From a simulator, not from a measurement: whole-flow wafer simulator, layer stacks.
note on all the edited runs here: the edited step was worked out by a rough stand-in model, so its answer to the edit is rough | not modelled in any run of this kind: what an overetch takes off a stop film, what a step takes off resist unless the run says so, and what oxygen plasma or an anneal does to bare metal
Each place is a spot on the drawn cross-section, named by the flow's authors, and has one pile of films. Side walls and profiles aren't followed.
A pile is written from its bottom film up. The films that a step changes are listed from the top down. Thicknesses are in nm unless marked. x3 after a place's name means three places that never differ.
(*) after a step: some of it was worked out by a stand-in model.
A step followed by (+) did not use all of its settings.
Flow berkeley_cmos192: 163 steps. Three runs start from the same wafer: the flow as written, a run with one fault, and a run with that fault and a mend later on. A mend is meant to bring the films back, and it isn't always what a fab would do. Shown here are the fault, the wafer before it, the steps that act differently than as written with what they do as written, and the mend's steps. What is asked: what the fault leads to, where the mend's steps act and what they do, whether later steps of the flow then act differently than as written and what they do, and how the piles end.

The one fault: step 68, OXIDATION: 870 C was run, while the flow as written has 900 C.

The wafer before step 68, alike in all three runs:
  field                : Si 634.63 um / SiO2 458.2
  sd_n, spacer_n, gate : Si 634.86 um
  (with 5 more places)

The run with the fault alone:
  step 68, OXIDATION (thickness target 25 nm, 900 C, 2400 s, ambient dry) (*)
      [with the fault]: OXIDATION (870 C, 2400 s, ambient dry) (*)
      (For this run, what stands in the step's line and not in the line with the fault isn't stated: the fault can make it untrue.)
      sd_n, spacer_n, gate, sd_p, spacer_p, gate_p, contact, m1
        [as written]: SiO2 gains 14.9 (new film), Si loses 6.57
        [with the fault]: SiO2 gains 11 (new film), Si loses 4.85
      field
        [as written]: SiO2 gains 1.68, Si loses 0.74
        [with the fault]: SiO2 gains 0.97, Si loses 0.43
  Steps further on in the flow that do not act as written (39 other steps are not shown; they differ only slightly, by no more than 2% or 0.5 nm, whichever is larger):
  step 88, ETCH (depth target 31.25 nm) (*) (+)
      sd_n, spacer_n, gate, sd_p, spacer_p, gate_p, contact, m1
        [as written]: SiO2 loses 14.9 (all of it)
        [with the fault]: SiO2 loses 11 (all of it)
  The piles end only slightly different from the flow's at the places that both follow, by no more than 2% or 0.5 nm, whichever is larger.

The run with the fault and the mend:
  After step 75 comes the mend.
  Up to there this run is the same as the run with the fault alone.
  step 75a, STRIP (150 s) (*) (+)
      sd_p
        KrF resist loses 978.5 (all of it)
      spacer_p
        KrF resist loses 959.9 (all of it)
      gate_p
        KrF resist loses 959 (all of it)
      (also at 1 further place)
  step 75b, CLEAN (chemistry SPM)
      leaves every film unchanged at each place that is followed
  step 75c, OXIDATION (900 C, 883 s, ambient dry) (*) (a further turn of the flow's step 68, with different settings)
      sd_n, spacer_n, gate, sd_p, spacer_p, gate_p, contact, m1
        SiO2 gains 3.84, Si loses 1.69
      field
        SiO2 gains 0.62, Si loses 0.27
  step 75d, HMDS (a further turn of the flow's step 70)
      leaves every film unchanged at each place that is followed
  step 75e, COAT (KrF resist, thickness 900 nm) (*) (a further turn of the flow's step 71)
      spacer_n, gate
        KrF resist gains 978.6 (new film)
      field
        KrF resist gains 842.4 (new film)
      sd_n
        KrF resist gains 1013.2 (new film)
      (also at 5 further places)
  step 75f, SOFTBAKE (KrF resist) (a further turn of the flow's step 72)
      leaves every film unchanged at each place that is followed
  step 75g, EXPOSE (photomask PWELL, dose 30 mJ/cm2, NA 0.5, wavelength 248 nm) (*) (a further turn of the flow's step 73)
      leaves every film unchanged at each place that is followed
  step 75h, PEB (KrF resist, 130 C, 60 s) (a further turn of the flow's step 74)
      sd_n, m1
        KrF resist loses 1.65
      spacer_n, gate
        KrF resist loses 1.58
      spacer_p, gate_p
        KrF resist loses 1.57
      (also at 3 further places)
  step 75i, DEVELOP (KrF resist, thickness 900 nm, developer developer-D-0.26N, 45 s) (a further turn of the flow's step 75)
      sd_p, spacer_p, gate_p, m1
        KrF resist loses 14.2
      field
        KrF resist loses 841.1 (all of it)
      sd_n
        KrF resist loses 1011.6 (all of it)
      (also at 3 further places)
  Later steps of the flow that are run all act as written at every place that is followed, up to a difference of at most 2% or 0.5 nm, whichever is larger.
  The piles end only slightly different from the flow's at the places that both follow, by no more than 2% or 0.5 nm, whichever is larger.
